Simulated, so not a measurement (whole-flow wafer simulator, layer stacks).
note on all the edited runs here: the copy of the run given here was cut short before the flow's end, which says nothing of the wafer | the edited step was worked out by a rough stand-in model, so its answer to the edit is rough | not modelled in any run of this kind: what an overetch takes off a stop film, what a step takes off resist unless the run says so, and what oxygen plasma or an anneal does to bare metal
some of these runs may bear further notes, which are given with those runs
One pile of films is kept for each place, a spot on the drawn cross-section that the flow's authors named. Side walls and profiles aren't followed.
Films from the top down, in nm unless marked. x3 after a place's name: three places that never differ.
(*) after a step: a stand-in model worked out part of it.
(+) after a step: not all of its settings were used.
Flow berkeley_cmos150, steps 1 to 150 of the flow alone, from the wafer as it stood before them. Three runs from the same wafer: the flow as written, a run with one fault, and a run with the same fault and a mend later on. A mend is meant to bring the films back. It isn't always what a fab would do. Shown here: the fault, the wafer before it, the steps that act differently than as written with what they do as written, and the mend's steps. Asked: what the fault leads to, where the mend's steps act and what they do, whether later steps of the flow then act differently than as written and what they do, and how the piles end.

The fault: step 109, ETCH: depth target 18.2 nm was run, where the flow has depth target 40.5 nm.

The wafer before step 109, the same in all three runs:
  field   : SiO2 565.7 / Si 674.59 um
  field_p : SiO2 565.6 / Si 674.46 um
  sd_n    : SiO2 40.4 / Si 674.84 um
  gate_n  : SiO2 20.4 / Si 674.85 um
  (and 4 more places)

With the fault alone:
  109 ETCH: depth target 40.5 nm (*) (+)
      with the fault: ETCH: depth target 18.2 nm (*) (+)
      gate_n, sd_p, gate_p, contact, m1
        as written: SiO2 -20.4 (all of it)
        with the fault: SiO2 -18.2
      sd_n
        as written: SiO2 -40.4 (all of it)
        with the fault: SiO2 -18.2
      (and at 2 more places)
  Later steps of the flow that act differently than as written (13 more steps differ only slightly, by at most 2% or 0.5 nm, whichever is larger, and aren't shown):
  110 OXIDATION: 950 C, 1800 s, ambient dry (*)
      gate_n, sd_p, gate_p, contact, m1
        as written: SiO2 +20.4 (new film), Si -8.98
        with the fault: SiO2 +18.4, Si -8.1
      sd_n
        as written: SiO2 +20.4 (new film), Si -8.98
        with the fault: SiO2 +12.3, Si -5.43
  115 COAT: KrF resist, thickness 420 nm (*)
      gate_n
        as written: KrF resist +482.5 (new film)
        with the fault: KrF resist +492.8 (new film)
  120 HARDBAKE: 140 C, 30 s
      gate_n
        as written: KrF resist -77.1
        with the fault: KrF resist -78.9
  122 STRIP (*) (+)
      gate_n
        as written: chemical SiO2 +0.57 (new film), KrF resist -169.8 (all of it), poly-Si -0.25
        with the fault: chemical SiO2 +0.57 (new film), KrF resist -178.4 (all of it), poly-Si -0.25
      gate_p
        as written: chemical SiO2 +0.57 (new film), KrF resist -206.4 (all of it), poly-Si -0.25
        with the fault: chemical SiO2 +0.57 (new film), KrF resist -210.8 (all of it), poly-Si -0.25
  At the end the piles differ from the flow's by more than 2% or 0.5 nm, whichever is larger, at field, field_p, sd_n.
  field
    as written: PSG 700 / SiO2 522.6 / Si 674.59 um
    with the fault: PSG 700 / SiO2 544.8 / Si 674.59 um
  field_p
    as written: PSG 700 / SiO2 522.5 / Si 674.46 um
    with the fault: PSG 700 / SiO2 544.8 / Si 674.46 um
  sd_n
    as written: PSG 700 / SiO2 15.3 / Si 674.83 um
    with the fault: PSG 700 / SiO2 29.5 / Si 674.83 um

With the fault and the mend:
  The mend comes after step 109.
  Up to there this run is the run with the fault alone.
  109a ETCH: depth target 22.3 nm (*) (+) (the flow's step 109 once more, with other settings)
      gate_n, sd_p, gate_p, contact, m1
        SiO2 -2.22 (all of it)
      field, field_p
        SiO2 -22.3
      sd_n
        SiO2 -22.2 (all of it)
  No later step of the flow acts differently than as written, at any place that is followed, by more than 2% or 0.5 nm, whichever is larger.
  At the end the piles are the same as the flow's at every place that both follow.
